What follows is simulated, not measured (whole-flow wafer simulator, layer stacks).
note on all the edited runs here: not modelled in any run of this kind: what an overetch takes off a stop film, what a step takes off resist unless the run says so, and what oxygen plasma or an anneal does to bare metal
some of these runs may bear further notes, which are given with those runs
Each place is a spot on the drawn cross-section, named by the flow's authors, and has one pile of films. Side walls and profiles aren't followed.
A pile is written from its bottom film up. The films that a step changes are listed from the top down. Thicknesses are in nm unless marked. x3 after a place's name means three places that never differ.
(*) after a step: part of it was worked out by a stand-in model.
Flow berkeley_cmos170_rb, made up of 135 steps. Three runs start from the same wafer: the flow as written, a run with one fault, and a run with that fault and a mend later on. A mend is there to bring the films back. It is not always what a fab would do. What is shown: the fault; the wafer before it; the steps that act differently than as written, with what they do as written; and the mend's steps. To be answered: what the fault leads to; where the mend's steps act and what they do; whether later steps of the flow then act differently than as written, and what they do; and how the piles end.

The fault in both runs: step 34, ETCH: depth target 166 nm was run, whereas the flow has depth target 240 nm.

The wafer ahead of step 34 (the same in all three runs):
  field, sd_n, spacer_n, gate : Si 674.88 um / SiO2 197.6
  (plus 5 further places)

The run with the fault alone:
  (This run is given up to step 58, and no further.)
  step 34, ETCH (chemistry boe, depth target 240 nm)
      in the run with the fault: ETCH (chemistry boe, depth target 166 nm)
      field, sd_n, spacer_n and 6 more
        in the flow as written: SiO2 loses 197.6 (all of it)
        in the run with the fault: SiO2 loses 166
  Later steps of the flow acting differently than as written:
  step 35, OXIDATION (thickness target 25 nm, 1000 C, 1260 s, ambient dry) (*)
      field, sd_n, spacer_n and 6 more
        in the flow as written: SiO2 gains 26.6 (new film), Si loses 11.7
        in the run with the fault: SiO2 gains 18.4, Si loses 8.1
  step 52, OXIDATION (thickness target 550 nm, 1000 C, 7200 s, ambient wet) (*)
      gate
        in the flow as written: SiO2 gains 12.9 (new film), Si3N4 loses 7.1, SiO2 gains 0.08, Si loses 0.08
        in the run with the fault: SiO2 gains 12.9 (new film), Si3N4 loses 7.1
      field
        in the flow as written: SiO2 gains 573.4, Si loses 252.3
        in the run with the fault: SiO2 gains 557.6, Si loses 245.4
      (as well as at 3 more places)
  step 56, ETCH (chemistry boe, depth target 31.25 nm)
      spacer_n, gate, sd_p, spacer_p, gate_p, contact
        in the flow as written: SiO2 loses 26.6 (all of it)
        in the run with the fault: SiO2 loses 31.2
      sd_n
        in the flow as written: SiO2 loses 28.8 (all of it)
        in the run with the fault: SiO2 loses 31.2
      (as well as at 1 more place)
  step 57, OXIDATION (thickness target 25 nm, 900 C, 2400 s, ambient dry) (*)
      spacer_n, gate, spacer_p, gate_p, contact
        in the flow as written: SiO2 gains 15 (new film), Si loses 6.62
        in the run with the fault: SiO2 gains 10.5, Si loses 4.61
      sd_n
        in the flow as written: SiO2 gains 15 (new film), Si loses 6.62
        in the run with the fault: SiO2 gains 9.12, Si loses 4.01
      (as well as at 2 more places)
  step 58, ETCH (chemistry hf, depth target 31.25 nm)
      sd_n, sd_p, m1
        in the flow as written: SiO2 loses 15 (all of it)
        in the run with the fault: SiO2 loses 31.2
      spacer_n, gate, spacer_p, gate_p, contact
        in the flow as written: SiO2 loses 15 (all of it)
        in the run with the fault: SiO2 loses 29.2 (all of it)
  Once step 58 is done, the piles at sd_n, sd_p, m1 depart from the flow's by more than 2% or 0.5 nm, whichever is larger.
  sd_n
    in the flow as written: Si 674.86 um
    in the run with the fault: Si 674.86 um / SiO2 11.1
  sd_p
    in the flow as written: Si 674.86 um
    in the run with the fault: Si 674.87 um / SiO2 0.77
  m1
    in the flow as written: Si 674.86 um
    in the run with the fault: Si 674.86 um / SiO2 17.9

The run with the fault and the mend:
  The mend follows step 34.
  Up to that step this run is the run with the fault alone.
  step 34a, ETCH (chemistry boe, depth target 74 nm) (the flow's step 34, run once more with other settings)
      field, sd_n, spacer_n and 6 more
        SiO2 loses 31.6 (all of it)
  Later steps of the flow that are run all act as written at every place that is followed.
  The piles end the same as the flow's at every place that both follow.
